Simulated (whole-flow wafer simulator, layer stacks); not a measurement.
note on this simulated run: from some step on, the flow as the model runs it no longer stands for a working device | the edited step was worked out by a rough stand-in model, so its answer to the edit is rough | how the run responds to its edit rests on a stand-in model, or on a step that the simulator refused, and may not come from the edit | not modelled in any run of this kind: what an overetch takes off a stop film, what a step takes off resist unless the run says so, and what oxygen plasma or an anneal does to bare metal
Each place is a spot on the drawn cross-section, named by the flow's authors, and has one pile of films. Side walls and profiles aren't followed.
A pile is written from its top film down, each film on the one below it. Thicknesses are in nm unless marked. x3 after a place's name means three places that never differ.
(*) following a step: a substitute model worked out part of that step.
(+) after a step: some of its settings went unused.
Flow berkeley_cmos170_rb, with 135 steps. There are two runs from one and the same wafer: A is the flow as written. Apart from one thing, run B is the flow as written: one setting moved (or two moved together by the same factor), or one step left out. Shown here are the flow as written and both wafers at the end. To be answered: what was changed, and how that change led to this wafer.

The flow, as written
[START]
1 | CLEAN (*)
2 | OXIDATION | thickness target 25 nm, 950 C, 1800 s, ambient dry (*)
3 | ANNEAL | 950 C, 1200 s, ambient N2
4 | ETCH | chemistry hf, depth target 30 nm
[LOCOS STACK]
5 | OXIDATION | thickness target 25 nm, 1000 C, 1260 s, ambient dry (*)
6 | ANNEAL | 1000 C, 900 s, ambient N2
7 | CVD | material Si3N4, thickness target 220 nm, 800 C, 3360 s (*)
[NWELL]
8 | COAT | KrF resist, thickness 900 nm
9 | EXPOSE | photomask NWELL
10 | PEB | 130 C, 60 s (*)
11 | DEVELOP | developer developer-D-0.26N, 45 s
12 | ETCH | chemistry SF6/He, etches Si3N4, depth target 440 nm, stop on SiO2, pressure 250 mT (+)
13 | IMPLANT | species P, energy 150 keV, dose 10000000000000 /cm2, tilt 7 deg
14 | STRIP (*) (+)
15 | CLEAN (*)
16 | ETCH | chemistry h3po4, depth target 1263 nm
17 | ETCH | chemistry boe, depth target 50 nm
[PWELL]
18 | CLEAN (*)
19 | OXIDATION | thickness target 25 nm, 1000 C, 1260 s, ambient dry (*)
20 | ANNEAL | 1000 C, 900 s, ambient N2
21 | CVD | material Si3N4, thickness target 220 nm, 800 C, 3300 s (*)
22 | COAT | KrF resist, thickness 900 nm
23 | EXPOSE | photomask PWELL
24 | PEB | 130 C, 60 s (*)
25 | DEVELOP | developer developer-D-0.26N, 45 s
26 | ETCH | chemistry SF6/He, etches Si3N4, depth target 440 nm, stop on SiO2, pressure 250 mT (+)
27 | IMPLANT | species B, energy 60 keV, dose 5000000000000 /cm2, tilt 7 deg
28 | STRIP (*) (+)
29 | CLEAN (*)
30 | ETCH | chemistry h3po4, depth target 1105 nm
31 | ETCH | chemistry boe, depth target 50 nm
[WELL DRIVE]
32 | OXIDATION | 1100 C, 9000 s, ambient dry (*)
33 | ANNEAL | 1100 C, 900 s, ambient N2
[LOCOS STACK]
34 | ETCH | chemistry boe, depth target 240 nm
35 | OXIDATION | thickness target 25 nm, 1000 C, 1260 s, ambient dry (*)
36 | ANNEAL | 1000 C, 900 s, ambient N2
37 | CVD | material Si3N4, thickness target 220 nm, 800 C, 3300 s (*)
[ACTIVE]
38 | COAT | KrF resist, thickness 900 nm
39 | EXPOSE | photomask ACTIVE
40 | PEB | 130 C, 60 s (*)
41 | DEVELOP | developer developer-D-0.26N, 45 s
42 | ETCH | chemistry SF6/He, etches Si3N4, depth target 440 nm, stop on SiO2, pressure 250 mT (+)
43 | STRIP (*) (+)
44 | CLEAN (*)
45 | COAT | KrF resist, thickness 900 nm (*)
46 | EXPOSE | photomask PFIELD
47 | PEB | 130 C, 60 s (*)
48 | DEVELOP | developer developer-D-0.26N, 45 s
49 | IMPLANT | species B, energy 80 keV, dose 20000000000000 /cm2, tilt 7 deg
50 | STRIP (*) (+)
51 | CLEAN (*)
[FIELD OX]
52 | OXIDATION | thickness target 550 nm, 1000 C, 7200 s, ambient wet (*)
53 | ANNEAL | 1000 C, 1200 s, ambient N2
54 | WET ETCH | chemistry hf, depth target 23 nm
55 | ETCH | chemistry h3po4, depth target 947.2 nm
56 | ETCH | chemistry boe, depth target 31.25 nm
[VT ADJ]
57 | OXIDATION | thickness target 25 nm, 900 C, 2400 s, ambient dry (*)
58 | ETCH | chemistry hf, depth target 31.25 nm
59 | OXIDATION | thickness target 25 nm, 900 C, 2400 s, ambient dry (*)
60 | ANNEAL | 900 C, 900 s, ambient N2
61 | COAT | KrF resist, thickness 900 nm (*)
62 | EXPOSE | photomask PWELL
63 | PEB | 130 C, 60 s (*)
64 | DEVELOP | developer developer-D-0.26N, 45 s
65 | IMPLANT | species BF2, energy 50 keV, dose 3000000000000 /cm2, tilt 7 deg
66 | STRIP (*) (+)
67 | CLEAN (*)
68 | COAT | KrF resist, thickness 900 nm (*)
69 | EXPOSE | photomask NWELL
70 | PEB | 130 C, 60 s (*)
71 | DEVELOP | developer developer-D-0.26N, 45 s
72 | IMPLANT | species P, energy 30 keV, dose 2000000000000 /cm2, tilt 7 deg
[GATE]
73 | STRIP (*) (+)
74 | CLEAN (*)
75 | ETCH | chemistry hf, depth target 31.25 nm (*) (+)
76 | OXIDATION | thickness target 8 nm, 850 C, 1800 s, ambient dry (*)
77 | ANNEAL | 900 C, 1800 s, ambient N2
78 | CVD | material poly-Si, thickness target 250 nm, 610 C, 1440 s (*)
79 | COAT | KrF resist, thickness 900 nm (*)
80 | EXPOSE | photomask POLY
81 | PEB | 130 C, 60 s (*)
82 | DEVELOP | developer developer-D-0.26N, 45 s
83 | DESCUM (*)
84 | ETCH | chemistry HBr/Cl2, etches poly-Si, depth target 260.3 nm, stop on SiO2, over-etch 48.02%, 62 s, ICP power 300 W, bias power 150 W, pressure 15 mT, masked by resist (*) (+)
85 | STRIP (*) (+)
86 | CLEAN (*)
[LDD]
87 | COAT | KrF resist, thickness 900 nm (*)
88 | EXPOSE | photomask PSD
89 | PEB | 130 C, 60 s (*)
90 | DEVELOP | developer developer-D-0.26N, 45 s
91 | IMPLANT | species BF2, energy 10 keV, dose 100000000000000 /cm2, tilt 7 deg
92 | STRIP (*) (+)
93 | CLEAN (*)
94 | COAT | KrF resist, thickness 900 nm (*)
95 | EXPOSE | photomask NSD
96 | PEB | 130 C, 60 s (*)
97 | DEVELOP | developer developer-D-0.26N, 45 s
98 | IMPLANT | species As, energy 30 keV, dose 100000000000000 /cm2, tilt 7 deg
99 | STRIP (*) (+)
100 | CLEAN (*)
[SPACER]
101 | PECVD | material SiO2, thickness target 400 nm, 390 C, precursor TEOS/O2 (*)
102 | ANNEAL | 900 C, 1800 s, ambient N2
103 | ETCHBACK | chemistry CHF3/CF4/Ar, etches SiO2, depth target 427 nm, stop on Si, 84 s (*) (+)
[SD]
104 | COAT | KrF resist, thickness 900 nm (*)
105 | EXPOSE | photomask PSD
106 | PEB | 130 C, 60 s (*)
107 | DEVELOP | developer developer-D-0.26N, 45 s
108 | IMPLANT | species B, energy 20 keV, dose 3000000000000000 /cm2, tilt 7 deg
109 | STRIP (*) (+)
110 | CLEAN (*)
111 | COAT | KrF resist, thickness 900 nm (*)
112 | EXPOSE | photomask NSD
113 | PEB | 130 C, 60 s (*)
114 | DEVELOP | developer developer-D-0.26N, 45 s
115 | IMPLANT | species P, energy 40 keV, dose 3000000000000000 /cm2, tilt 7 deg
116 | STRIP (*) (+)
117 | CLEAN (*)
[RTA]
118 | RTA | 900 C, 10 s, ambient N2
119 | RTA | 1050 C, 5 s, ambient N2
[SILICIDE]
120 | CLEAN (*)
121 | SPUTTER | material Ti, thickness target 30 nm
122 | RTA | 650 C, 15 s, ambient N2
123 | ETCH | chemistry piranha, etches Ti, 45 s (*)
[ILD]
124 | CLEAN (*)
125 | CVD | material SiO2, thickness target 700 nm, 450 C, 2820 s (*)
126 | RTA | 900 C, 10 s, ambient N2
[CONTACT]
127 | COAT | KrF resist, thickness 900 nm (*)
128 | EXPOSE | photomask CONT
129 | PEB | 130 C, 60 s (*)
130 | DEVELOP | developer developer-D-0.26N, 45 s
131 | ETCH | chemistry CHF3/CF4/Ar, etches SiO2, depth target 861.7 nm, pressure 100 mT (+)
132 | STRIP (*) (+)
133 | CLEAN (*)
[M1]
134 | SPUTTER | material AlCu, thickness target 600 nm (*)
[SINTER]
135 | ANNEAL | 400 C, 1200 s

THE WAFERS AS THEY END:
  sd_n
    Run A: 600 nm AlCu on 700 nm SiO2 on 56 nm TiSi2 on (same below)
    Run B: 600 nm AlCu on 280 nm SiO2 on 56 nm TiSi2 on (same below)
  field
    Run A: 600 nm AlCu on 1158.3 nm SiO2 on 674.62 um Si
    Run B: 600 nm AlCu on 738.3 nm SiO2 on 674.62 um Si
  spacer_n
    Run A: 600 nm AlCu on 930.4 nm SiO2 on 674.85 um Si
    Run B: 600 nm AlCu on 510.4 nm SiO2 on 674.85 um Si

What caused this: step 125, CVD: 1128 s was run, while the flow as written has 2820 s.

Step by step, how the change led to this:
  125 | CVD | material SiO2, thickness target 700 nm, 450 C, 2820 s (*)
      sd_n, gate, sd_p, gate_p, contact, m1: A +700 SiO2 (new film) | B +280 SiO2 (new film)
      field, spacer_n, spacer_p: A +700 SiO2 | B +280 SiO2
  127 | COAT | KrF resist, thickness 900 nm (*)
      field: A +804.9 KrF resist (new film) | B +785 KrF resist (new film)
      spacer_n: A +819.8 KrF resist (new film) | B +796.3 KrF resist (new film)
      (as well as at 4 more places)
  131 | ETCH | chemistry CHF3/CF4/Ar, etches SiO2, depth target 861.7 nm, pressure 100 mT (+)
      field, sd_n, spacer_n, gate, sd_p, spacer_p, gate_p, m1: A -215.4 KrF resist | B -105 KrF resist
      contact: A -700 SiO2 (all of it), -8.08 TiSi2 | B -280 SiO2 (all of it), -7 TiSi2
  132 | STRIP (*) (+)
      field: A -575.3 KrF resist (all of it) | B -665.8 KrF resist (all of it)
      sd_n: A -780.4 KrF resist (all of it) | B -873.2 KrF resist (all of it)
      (as well as at 6 more places)
  134 | SPUTTER | material AlCu, thickness target 600 nm (*)
      contact: A +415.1 AlCu (new film) | B +536.2 AlCu (new film)
